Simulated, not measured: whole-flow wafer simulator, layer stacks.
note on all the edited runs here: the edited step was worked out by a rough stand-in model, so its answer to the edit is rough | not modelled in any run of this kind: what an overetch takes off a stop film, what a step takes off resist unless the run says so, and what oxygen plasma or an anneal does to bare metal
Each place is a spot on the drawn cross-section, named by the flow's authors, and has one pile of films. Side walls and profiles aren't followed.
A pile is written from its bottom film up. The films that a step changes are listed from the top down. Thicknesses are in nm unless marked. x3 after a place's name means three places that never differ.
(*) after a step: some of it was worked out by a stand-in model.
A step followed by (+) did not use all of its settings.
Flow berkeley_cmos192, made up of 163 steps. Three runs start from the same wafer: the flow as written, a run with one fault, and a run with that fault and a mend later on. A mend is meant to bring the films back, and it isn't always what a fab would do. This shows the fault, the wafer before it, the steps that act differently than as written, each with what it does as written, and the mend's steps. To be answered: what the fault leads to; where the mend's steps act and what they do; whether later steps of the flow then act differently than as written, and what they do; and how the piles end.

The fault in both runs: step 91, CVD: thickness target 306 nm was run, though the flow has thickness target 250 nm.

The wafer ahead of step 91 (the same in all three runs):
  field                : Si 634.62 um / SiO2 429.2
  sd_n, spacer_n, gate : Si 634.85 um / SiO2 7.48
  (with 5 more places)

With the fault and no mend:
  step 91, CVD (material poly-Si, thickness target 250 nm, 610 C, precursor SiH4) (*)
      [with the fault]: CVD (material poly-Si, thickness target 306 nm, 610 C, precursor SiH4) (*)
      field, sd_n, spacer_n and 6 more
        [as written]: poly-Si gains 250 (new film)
        [with the fault]: poly-Si gains 306 (new film)
  Steps later in the flow that act otherwise than as written (not shown: 15 more steps that differ only slightly, by at most 2% or 0.5 nm, whichever is larger):
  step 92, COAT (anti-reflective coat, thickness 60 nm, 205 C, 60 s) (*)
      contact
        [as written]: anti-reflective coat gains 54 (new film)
        [with the fault]: anti-reflective coat gains 55.3 (new film)
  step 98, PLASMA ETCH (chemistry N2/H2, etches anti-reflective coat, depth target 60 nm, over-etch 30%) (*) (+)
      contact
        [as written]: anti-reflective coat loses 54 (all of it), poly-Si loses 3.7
        [with the fault]: anti-reflective coat loses 55.3 (all of it), poly-Si loses 3.75
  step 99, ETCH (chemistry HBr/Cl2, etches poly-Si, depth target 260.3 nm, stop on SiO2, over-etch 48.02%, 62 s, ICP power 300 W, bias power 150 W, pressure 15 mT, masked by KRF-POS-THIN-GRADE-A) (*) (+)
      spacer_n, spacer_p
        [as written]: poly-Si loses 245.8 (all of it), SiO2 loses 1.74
        [with the fault]: poly-Si loses 301.7 (all of it), SiO2 loses 0.42
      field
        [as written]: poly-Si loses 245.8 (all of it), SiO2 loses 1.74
        [with the fault]: poly-Si loses 301.8 (all of it), SiO2 loses 0.42
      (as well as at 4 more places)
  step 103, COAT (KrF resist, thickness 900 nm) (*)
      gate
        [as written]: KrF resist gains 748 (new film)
        [with the fault]: KrF resist gains 701.1 (new film)
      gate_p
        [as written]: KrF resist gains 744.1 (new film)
        [with the fault]: KrF resist gains 697.2 (new film)
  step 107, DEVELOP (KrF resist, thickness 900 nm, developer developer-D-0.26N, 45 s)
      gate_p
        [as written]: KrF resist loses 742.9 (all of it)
        [with the fault]: KrF resist loses 696.1 (all of it)
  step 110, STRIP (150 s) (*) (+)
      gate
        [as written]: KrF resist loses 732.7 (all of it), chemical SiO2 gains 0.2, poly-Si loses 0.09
        [with the fault]: KrF resist loses 685.8 (all of it), chemical SiO2 gains 0.2, poly-Si loses 0.09
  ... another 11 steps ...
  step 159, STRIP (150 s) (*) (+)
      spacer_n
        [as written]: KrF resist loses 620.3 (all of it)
        [with the fault]: KrF resist loses 589.9 (all of it)
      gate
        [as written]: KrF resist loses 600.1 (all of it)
        [with the fault]: KrF resist loses 573.3 (all of it)
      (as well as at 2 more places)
  By the end, the piles at spacer_n, gate, spacer_p, gate_p depart from the flow's by more than 2% or 0.5 nm, whichever is larger.
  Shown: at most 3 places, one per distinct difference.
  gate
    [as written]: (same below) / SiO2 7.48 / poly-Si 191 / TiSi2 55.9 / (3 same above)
    [with the fault]: (same below) / SiO2 7.48 / poly-Si 247 / TiSi2 55.9 / (3 same above)
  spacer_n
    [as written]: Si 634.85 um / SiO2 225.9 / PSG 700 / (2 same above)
    [with the fault]: Si 634.85 um / SiO2 281.9 / PSG 700 / (2 same above)
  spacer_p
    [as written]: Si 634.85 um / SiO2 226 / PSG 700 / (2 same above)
    [with the fault]: Si 634.85 um / SiO2 282 / PSG 700 / (2 same above)

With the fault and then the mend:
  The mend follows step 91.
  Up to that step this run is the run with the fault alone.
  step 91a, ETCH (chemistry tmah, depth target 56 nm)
      field, sd_n, spacer_n and 6 more
        poly-Si loses 56
  Every later step of the flow that is run acts as written at every place that is followed.
  At every place that both follow, the piles at the end match the flow's.
